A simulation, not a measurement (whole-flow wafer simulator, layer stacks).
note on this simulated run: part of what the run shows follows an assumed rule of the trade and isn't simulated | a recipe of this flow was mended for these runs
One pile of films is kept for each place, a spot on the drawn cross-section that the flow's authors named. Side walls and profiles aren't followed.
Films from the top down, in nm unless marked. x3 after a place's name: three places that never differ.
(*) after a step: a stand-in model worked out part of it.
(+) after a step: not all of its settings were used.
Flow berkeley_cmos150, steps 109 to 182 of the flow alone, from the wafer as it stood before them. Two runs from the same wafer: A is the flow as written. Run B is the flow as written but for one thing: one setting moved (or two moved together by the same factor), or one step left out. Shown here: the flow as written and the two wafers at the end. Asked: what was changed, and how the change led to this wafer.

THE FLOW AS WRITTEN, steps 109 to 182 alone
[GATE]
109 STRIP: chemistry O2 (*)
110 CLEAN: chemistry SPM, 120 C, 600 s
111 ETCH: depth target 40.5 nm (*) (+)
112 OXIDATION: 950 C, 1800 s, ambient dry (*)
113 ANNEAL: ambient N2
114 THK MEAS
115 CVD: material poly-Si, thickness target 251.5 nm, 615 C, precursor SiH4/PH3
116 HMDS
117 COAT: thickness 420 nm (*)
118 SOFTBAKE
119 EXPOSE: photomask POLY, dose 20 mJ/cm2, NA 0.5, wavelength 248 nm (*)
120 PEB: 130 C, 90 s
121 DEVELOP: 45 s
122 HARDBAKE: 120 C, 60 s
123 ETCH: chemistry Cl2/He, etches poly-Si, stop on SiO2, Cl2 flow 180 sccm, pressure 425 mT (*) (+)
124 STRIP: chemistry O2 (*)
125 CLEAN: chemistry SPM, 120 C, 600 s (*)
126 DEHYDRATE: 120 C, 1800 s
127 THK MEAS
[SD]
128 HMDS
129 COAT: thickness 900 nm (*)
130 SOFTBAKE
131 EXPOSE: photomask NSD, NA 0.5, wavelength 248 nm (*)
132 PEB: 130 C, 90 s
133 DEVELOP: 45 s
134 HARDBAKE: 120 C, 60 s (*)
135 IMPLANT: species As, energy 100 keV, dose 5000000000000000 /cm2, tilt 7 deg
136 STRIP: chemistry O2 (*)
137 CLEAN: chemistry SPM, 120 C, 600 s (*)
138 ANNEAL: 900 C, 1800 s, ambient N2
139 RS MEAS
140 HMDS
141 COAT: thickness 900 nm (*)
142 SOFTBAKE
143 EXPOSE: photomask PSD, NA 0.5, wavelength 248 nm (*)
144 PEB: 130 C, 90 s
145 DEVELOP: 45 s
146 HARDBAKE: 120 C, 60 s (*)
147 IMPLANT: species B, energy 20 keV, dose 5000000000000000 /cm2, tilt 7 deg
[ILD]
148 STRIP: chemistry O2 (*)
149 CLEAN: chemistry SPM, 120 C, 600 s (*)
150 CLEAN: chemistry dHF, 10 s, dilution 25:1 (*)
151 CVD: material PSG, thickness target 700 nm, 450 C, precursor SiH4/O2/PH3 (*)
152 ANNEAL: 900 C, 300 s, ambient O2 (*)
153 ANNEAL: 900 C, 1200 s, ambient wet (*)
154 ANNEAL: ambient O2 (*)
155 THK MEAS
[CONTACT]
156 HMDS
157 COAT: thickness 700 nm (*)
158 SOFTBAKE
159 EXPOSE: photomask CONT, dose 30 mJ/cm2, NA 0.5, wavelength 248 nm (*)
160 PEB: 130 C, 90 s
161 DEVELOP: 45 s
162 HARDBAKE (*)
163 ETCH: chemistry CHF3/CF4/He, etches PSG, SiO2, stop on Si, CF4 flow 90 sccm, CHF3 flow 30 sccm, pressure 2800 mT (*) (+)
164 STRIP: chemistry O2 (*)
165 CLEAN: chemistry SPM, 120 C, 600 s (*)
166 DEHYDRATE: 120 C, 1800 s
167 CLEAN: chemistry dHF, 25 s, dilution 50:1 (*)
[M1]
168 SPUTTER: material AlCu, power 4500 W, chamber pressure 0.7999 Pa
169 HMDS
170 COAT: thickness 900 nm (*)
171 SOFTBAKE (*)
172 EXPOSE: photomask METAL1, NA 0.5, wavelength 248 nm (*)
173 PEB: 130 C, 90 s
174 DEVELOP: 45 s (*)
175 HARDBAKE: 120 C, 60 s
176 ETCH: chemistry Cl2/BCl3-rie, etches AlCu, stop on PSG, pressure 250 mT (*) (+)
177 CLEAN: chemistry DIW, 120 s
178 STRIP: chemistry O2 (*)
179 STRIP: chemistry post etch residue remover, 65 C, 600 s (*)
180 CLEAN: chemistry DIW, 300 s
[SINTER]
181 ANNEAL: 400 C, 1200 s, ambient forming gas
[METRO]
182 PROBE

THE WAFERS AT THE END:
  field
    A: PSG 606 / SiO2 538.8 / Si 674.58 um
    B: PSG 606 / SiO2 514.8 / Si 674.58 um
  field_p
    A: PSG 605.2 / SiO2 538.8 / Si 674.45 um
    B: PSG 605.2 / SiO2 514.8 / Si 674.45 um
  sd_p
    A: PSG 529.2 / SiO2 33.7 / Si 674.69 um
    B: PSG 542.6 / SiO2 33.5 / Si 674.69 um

The cause: step 111, ETCH: depth target 64.8 nm was run, where the flow has depth target 40.5 nm.

How the change led to this, step by step:
  111 ETCH: depth target 40.5 nm (*) (+)
      field, field_p: A SiO2 -40.5 | B SiO2 -64.8
  117 COAT: thickness 420 nm (*)
      sd_n: A KrF-resist +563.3 (new film) | B KrF-resist +544.1 (new film)
      sd_p: A KrF-resist +559.5 (new film) | B KrF-resist +547.9 (new film)
      (and at 1 more place)
  121 DEVELOP: 45 s
      sd_n: A KrF-resist -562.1 (all of it) | B KrF-resist -542.9 (all of it)
      sd_p: A KrF-resist -558.3 (all of it) | B KrF-resist -546.7 (all of it)
      (and at 1 more place)
  124 STRIP: chemistry O2 (*)
      gate_n: A chemical SiO2 +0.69 (new film), KrF-resist -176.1 (all of it), poly-Si -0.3 | B chemical SiO2 +0.69 (new film), KrF-resist -169.6 (all of it), poly-Si -0.3
      gate_p: A chemical SiO2 +0.69 (new film), KrF-resist -213.2 (all of it), poly-Si -0.3 | B chemical SiO2 +0.69 (new film), KrF-resist -206.7 (all of it), poly-Si -0.3
  129 COAT: thickness 900 nm (*)
      sd_n: A thick-KrF-resist +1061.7 (new film) | B thick-KrF-resist +1038.5 (new film)
  133 DEVELOP: 45 s
      sd_n: A thick-KrF-resist -1059.1 (all of it) | B thick-KrF-resist -1036 (all of it)
  141 COAT: thickness 900 nm (*)
      sd_n: A thick-KrF-resist +1061.7 (new film) | B thick-KrF-resist +1038.5 (new film)
  148 STRIP: chemistry O2 (*)
      sd_n: A thick-KrF-resist -1045.8 (all of it) | B thick-KrF-resist -1022.7 (all of it)
  157 COAT: thickness 700 nm (*)
      sd_p: A KrF-resist +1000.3 (new film) | B KrF-resist +974.9 (new film)
  164 STRIP: chemistry O2 (*)
      sd_n: A KrF-resist -535.7 (all of it) | B KrF-resist -520.8 (all of it)
      gate_n: A KrF-resist -331.2 (all of it) | B KrF-resist -321.5 (all of it)
      (and at 3 more places)
  168 SPUTTER: material AlCu, power 4500 W, chamber pressure 0.7999 Pa
      sd_p: A AlCu +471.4 (new film) | B AlCu +490.7 (new film)
  170 COAT: thickness 900 nm (*)
      sd_p: A thick-KrF-resist +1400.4 (new film) | B thick-KrF-resist +1355.9 (new film)
  174 DEVELOP: 45 s (*)
      sd_p: A thick-KrF-resist -1396.9 (all of it), AlCu -10 | B thick-KrF-resist -1352.4 (all of it), AlCu -10
  176 ETCH: chemistry Cl2/BCl3-rie, etches AlCu, stop on PSG, pressure 250 mT (*) (+)
      sd_p: A AlCu -461.4 (all of it), PSG -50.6 | B AlCu -480.7 (all of it), PSG -48.2
  178 STRIP: chemistry O2 (*)
      m1: A thick-KrF-resist -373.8 (all of it) | B thick-KrF-resist -362 (all of it)
